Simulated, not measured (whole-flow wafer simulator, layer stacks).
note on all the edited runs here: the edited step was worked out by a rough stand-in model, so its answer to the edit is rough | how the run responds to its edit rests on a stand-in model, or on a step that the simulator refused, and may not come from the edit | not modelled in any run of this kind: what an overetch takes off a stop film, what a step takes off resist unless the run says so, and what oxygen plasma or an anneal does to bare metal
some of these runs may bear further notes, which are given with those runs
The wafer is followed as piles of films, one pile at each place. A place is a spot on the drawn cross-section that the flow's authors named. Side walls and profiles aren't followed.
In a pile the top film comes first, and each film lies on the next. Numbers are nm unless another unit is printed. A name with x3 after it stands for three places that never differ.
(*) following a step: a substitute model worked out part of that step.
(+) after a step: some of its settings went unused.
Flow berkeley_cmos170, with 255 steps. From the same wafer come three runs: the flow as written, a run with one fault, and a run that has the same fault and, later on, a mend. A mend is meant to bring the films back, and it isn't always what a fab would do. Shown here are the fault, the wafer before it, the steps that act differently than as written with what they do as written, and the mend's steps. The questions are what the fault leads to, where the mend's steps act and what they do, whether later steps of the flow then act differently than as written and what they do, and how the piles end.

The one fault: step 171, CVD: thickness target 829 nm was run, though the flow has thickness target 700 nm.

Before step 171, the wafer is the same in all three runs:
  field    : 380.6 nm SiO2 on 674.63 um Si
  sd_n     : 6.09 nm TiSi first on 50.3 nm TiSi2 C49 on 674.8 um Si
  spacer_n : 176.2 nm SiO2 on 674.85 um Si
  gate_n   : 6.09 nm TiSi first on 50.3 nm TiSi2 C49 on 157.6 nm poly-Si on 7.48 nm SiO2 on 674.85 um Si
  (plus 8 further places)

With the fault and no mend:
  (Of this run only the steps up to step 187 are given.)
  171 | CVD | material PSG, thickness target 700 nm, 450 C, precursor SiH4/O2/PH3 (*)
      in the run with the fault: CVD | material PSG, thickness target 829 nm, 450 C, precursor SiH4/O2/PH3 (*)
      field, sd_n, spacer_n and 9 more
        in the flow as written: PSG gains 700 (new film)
        in the run with the fault: PSG gains 829 (new film)
  Steps later in the flow that act otherwise than as written (6 more steps, not shown, differ only slightly: by at most 2% or 0.5 nm, whichever is larger):
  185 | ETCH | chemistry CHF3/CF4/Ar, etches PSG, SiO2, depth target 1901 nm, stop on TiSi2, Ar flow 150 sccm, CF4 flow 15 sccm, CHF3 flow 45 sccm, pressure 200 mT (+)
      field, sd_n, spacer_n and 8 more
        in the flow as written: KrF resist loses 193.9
        in the run with the fault: KrF resist loses 226.2
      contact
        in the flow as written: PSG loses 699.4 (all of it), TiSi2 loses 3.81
        in the run with the fault: PSG loses 828.4 (all of it), TiSi2 loses 3.81
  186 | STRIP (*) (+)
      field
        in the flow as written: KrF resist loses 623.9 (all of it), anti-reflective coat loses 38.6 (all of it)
        in the run with the fault: KrF resist loses 591.3 (all of it), anti-reflective coat loses 38.7 (all of it)
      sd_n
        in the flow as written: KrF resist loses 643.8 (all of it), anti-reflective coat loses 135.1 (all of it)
        in the run with the fault: KrF resist loses 610.3 (all of it), anti-reflective coat loses 136.2 (all of it)
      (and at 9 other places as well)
  The piles after step 187 differ from the flow's at field, sd_n, spacer_n and 8 more by more than 2% or 0.5 nm, whichever is larger.
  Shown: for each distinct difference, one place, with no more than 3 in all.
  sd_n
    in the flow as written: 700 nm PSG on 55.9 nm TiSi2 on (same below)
    in the run with the fault: 829 nm PSG on 55.9 nm TiSi2 on (same below)
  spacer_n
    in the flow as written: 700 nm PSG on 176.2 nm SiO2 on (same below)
    in the run with the fault: 829 nm PSG on 176.2 nm SiO2 on (same below)
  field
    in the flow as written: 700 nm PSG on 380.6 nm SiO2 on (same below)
    in the run with the fault: 829 nm PSG on 380.6 nm SiO2 on (same below)

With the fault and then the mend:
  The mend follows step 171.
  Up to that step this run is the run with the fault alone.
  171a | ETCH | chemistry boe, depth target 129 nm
      field, sd_n, spacer_n and 9 more
        PSG loses 129
  None of the later steps of the flow differs from how it acts as written, at any place that is followed, by more than 2% or 0.5 nm, whichever is larger.
  When the end is reached, the piles differ only a little from the flow's at the places that both follow, at most by 2% or 0.5 nm, whichever is larger.
